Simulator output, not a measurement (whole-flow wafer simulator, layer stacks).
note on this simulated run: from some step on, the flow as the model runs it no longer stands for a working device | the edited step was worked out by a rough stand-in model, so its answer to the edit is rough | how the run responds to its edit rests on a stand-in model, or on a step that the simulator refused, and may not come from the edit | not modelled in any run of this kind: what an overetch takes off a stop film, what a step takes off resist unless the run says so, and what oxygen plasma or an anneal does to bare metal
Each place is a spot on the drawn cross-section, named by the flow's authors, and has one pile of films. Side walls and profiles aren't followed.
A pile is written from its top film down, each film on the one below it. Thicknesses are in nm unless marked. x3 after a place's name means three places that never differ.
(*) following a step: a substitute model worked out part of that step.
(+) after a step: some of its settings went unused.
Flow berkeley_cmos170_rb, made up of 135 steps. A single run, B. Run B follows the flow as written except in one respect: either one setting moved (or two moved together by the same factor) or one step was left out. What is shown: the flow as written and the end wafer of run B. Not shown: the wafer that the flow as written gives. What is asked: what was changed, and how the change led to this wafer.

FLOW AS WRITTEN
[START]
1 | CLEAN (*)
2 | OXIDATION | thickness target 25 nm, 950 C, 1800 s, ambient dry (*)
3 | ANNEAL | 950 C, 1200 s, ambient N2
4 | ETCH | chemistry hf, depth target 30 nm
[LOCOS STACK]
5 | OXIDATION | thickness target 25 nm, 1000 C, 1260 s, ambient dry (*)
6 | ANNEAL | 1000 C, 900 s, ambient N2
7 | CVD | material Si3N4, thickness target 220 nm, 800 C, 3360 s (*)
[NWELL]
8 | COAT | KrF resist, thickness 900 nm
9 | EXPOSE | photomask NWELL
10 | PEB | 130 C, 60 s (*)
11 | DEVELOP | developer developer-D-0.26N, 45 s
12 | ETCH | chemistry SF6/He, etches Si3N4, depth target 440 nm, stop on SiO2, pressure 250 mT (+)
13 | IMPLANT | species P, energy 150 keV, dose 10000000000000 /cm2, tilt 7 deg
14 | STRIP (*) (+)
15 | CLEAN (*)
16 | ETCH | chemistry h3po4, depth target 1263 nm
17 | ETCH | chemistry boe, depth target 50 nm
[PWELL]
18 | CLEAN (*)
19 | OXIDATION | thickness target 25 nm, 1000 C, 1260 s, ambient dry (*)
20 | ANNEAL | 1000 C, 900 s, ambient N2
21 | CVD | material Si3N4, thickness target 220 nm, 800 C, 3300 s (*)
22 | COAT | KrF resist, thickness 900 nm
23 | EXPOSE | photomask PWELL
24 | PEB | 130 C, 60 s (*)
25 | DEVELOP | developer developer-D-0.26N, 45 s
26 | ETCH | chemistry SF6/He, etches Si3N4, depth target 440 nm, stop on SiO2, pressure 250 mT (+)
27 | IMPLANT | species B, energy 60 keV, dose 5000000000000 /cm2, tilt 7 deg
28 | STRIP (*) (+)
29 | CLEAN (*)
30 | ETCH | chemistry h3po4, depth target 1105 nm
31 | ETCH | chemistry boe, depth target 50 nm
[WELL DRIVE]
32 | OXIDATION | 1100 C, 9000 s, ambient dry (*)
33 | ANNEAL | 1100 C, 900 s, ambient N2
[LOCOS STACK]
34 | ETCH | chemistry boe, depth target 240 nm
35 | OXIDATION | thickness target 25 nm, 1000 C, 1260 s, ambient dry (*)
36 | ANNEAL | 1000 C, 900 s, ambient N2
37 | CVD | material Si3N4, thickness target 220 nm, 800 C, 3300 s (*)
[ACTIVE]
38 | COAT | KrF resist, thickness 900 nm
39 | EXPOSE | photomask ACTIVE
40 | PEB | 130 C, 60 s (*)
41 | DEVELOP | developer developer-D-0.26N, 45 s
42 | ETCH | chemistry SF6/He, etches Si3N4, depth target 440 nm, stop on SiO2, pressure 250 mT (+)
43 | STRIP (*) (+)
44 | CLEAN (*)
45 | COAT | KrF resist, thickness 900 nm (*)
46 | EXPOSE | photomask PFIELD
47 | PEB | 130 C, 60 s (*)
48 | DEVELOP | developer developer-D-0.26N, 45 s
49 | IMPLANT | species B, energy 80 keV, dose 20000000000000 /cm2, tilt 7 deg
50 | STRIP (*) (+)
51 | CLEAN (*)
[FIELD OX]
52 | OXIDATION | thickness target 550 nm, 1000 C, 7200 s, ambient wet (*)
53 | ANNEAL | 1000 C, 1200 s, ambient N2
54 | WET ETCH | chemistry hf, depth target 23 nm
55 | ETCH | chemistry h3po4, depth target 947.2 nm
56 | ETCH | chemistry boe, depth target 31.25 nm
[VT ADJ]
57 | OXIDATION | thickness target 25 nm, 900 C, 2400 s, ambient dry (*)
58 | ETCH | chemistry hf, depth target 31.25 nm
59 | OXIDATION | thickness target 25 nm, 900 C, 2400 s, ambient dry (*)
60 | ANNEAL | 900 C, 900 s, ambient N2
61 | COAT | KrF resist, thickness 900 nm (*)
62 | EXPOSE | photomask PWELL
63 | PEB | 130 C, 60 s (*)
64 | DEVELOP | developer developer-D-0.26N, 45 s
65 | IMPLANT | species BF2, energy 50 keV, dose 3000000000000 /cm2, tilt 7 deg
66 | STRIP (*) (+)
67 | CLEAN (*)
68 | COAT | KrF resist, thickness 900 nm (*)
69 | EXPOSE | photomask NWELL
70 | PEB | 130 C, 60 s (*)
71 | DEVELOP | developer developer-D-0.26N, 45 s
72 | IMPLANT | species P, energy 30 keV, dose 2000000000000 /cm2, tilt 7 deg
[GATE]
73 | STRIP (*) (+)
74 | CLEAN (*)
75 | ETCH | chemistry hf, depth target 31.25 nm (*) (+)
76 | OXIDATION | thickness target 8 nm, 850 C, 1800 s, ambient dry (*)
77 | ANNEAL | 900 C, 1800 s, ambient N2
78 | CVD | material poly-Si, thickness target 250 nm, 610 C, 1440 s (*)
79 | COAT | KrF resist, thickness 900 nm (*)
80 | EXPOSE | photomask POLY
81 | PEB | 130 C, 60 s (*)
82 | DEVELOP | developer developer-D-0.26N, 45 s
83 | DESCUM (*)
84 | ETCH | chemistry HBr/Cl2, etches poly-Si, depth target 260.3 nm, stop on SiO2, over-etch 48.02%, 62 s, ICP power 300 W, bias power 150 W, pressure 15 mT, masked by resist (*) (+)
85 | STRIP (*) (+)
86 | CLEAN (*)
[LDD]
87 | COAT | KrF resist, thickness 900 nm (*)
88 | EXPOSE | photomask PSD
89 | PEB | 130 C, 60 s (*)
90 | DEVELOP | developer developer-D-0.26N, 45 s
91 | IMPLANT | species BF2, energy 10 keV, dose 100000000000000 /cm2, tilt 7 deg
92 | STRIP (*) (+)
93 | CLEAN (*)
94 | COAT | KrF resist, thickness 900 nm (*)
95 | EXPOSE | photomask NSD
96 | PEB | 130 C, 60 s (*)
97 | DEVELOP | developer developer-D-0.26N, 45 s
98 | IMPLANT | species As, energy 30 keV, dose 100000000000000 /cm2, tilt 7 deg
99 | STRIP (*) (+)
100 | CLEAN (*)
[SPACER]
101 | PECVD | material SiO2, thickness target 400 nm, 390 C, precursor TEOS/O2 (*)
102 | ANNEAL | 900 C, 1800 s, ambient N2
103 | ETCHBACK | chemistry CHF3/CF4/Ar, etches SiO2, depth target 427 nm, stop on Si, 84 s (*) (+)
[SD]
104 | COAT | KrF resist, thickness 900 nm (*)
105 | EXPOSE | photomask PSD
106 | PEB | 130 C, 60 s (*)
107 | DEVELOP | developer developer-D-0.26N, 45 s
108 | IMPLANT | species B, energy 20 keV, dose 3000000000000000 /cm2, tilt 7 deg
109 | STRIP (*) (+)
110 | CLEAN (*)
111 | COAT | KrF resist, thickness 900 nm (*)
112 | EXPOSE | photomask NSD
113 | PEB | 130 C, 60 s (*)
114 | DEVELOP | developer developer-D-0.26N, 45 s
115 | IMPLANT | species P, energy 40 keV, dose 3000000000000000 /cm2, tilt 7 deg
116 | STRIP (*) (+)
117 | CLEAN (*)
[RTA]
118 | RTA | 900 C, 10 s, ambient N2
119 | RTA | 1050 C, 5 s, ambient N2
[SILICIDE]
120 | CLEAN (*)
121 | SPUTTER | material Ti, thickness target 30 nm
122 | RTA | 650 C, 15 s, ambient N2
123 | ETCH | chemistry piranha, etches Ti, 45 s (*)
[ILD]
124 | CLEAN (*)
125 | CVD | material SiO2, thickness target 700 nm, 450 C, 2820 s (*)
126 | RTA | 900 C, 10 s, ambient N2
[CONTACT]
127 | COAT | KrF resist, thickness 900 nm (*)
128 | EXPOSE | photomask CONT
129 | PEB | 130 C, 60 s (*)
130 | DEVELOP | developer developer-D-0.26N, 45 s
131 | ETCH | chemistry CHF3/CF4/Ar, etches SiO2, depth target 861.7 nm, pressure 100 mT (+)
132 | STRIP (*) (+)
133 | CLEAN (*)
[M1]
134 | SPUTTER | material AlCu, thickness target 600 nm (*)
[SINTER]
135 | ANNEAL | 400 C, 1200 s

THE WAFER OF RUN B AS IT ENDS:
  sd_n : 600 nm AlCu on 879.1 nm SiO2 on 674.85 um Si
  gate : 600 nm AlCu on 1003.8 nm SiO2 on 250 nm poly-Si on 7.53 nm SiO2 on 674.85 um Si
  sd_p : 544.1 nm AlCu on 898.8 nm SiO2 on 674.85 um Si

The reason: step 101, PECVD: thickness target 600 nm was run, though the flow has thickness target 400 nm.

The path from the change to this, step by step:
  101 | PECVD | material SiO2, thickness target 400 nm, 390 C, precursor TEOS/O2 (*)
      field, sd_n, contact, m1: SiO2 gains 600 (in the flow as written it would be: SiO2 gains 400)
      gate, gate_p: SiO2 gains 600 (new film) (in the flow as written it would be: SiO2 gains 400 (new film))
      (as well as at 3 more places)
  103 | ETCHBACK | chemistry CHF3/CF4/Ar, etches SiO2, depth target 427 nm, stop on Si, 84 s (*) (+)
      sd_n, contact, m1: SiO2 loses 427 (in the flow as written it would be: SiO2 loses 406.1 (all of it))
      spacer_n, spacer_p: nothing (in the flow as written it would be: SiO2 loses 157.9)
      (as well as at 3 more places)
  104 | COAT | KrF resist, thickness 900 nm (*)
      field: KrF resist gains 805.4 (new film) (in the flow as written it would be: KrF resist gains 769.1 (new film))
      sd_n: KrF resist gains 1027.2 (new film) (in the flow as written it would be: KrF resist gains 982.1 (new film))
      (as well as at 7 more places)
  107 | DEVELOP | developer developer-D-0.26N, 45 s
      sd_p: KrF resist loses 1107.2 (all of it) (in the flow as written it would be: KrF resist loses 990.7 (all of it))
      spacer_p: KrF resist loses 707.6 (all of it) (in the flow as written it would be: KrF resist loses 767.7 (all of it))
      (as well as at 1 more place)
  109 | STRIP (*) (+)
      field: KrF resist loses 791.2 (all of it) (in the flow as written it would be: KrF resist loses 754.9 (all of it))
      sd_n: KrF resist loses 1013 (all of it) (in the flow as written it would be: KrF resist loses 967.9 (all of it))
      (as well as at 4 more places)
  111 | COAT | KrF resist, thickness 900 nm (*)
      field: KrF resist gains 805.4 (new film) (in the flow as written it would be: KrF resist gains 769.1 (new film))
      sd_n: KrF resist gains 1027.2 (new film) (in the flow as written it would be: KrF resist gains 982.1 (new film))
      (as well as at 7 more places)
  114 | DEVELOP | developer developer-D-0.26N, 45 s
      sd_n: KrF resist loses 1027.2 (all of it) (in the flow as written it would be: KrF resist loses 982.1 (all of it))
      spacer_n: KrF resist loses 706.4 (all of it) (in the flow as written it would be: KrF resist loses 766.3 (all of it))
      (as well as at 2 more places)
  116 | STRIP (*) (+)
      field: KrF resist loses 791.2 (all of it) (in the flow as written it would be: KrF resist loses 754.9 (all of it))
      sd_p: KrF resist loses 1093 (all of it) (in the flow as written it would be: KrF resist loses 976.5 (all of it))
      (as well as at 3 more places)
  121 | SPUTTER | material Ti, thickness target 30 nm
      gate, gate_p: Ti gains 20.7 (new film) (in the flow as written it would be: Ti gains 30 (new film))
      sd_p: Ti gains 21.3 (new film) (in the flow as written it would be: Ti gains 27.1 (new film))
  122 | RTA | 650 C, 15 s, ambient N2
      sd_n, contact, m1: nothing (in the flow as written it would be: Ti loses 23.4, TiSi first gains 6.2 (new film), TiSi2 C49 gains 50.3 (new film), Si loses 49)
      gate, gate_p: nothing (in the flow as written it would be: Ti loses 23.4, TiSi first gains 6.2 (new film), TiSi2 C49 gains 50.3 (new film), poly-Si loses 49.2)
      (as well as at 1 more place)
  123 | ETCH | chemistry piranha, etches Ti, 45 s (*)
      sd_n, contact, m1: Ti loses 30 (all of it) (in the flow as written it would be: Ti loses 6.6 (all of it))
      gate, gate_p: Ti loses 20.7 (all of it) (in the flow as written it would be: Ti loses 6.6 (all of it))
      (as well as at 1 more place)
  125 | CVD | material SiO2, thickness target 700 nm, 450 C, 2820 s (*)
      sd_n, contact, m1: SiO2 gains 700 (in the flow as written it would be: SiO2 gains 700 (new film))
      gate: SiO2 gains 830.8 (in the flow as written it would be: SiO2 gains 700 (new film))
      (as well as at 2 more places)
  126 | RTA | 900 C, 10 s, ambient N2
      sd_n, contact, m1: nothing (in the flow as written it would be: under 1 film: TiSi2 gains 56 (new film), TiSi first loses 6.2 (all of it), TiSi2 C49 loses 50.3 (all of it), Si loses 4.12)
      gate, gate_p: nothing (in the flow as written it would be: under 1 film: TiSi2 gains 56 (new film), TiSi first loses 6.2 (all of it), TiSi2 C49 loses 50.3 (all of it), poly-Si loses 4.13)
      (as well as at 1 more place)
  127 | COAT | KrF resist, thickness 900 nm (*)
      field: KrF resist gains 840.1 (new film) (in the flow as written it would be: KrF resist gains 804.9 (new film))
      sd_n: KrF resist gains 1050.6 (new film) (in the flow as written it would be: KrF resist gains 1010 (new film))
      (as well as at 5 more places)
  130 | DEVELOP | developer developer-D-0.26N, 45 s
      contact: KrF resist loses 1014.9 (all of it) (in the flow as written it would be: KrF resist loses 979.7 (all of it))
  131 | ETCH | chemistry CHF3/CF4/Ar, etches SiO2, depth target 861.7 nm, pressure 100 mT (+)
      contact: SiO2 loses 861.7 (in the flow as written it would be: SiO2 loses 700 (all of it), TiSi2 loses 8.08)
  ... 1 other step ...
  134 | SPUTTER | material AlCu, thickness target 600 nm (*)
      contact: AlCu gains 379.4 (new film) (in the flow as written it would be: AlCu gains 415.1 (new film))
